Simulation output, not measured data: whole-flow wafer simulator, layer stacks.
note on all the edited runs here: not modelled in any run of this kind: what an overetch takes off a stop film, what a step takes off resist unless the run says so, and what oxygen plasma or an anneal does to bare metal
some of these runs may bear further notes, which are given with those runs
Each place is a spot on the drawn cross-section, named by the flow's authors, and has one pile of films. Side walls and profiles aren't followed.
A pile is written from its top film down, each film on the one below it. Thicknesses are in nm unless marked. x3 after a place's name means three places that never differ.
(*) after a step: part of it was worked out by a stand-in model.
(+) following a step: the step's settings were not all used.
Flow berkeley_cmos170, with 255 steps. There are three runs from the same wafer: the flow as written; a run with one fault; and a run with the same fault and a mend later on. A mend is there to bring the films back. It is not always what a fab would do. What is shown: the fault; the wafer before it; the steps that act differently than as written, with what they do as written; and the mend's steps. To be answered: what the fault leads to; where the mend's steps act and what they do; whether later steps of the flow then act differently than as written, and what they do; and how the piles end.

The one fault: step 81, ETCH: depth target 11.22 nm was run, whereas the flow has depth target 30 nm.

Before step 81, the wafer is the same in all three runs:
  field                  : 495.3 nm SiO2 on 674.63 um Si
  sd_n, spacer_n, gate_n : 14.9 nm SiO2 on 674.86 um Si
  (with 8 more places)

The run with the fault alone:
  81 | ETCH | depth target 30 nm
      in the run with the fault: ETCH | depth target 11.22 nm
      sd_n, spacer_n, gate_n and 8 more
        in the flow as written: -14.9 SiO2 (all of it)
        in the run with the fault: -11.2 SiO2
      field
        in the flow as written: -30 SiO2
        in the run with the fault: -11.2 SiO2
  Steps later in the flow that act otherwise than as written (42 more steps, not shown, differ only slightly: by at most 2% or 0.5 nm, whichever is larger):
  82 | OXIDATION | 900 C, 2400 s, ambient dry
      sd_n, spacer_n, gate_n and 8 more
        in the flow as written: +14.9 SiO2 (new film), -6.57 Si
        in the run with the fault: +12 SiO2, -5.27 Si
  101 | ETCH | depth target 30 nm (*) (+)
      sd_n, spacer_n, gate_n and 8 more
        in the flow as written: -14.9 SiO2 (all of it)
        in the run with the fault: -15.7 SiO2 (all of it)
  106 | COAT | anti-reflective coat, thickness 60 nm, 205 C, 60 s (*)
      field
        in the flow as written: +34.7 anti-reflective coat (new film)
        in the run with the fault: +35.6 anti-reflective coat (new film)
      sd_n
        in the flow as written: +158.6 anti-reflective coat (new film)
        in the run with the fault: +175.7 anti-reflective coat (new film)
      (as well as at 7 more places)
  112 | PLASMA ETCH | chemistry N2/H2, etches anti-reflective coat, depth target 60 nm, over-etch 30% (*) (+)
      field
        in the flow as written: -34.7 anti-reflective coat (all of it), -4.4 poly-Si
        in the run with the fault: -35.6 anti-reflective coat (all of it), -4.94 poly-Si
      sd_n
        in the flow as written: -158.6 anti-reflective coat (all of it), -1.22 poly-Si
        in the run with the fault: -175.7 anti-reflective coat (all of it), -1.35 poly-Si
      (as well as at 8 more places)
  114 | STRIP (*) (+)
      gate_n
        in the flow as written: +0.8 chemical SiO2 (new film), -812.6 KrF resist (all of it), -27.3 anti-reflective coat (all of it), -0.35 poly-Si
        in the run with the fault: +0.8 chemical SiO2 (new film), -828.7 KrF resist (all of it), -23.1 anti-reflective coat (all of it), -0.35 poly-Si
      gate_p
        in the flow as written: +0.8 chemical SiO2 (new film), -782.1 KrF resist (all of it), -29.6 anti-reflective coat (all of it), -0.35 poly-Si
        in the run with the fault: +0.8 chemical SiO2 (new film), -791 KrF resist (all of it), -27.4 anti-reflective coat (all of it), -0.35 poly-Si
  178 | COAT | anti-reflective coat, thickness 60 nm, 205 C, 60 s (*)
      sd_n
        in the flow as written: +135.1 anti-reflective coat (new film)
        in the run with the fault: +146.2 anti-reflective coat (new film)
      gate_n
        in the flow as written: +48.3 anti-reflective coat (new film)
        in the run with the fault: +49.3 anti-reflective coat (new film)
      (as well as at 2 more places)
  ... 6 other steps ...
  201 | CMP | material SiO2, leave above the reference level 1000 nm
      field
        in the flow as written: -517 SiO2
        in the run with the fault: -534.4 SiO2
  By the end, the piles at field depart from the flow's by more than 2% or 0.5 nm, whichever is larger.
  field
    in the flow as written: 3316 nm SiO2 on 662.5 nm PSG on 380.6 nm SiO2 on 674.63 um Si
    in the run with the fault: 3298.6 nm SiO2 on 662.5 nm PSG on 399.3 nm SiO2 on 674.63 um Si

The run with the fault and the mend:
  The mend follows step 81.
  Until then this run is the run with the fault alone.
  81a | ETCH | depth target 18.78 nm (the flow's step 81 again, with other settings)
      sd_n, spacer_n, gate_n and 8 more
        -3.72 SiO2 (all of it)
      field
        -18.8 SiO2
  Later steps of the flow that are run all act as written at every place that is followed.
  The piles end the same as the flow's at every place that both follow.
